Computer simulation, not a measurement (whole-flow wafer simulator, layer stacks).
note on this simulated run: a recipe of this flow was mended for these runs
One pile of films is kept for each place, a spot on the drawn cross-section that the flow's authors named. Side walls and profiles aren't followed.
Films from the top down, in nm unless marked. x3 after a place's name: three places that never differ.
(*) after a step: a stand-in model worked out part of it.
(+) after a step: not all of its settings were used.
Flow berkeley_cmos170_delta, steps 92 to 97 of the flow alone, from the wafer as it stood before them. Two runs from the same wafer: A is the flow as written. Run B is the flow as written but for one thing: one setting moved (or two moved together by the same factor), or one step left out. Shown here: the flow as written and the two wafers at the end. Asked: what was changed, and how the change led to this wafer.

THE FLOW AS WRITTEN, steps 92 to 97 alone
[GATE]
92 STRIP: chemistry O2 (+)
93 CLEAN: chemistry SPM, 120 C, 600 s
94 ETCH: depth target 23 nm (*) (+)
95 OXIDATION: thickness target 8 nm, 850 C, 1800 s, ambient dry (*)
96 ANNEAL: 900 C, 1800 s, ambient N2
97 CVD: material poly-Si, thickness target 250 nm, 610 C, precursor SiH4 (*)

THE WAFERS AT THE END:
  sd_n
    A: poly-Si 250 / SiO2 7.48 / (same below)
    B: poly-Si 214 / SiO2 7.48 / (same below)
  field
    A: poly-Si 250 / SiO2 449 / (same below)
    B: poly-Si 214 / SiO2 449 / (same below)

The cause: step 97, CVD: thickness target 214 nm was run, where the flow has thickness target 250 nm.
It can be read off the wafer: sd_n has poly-Si 214, and step 97 as written asks for 250 nm.

How the change led to this, step by step:
  97 CVD: material poly-Si, thickness target 250 nm, 610 C, precursor SiH4 (*)
      field, sd_n, spacer_n, gate, sd_p, spacer_p x2, contact, m1: A poly-Si +250 (new film) | B poly-Si +214 (new film)
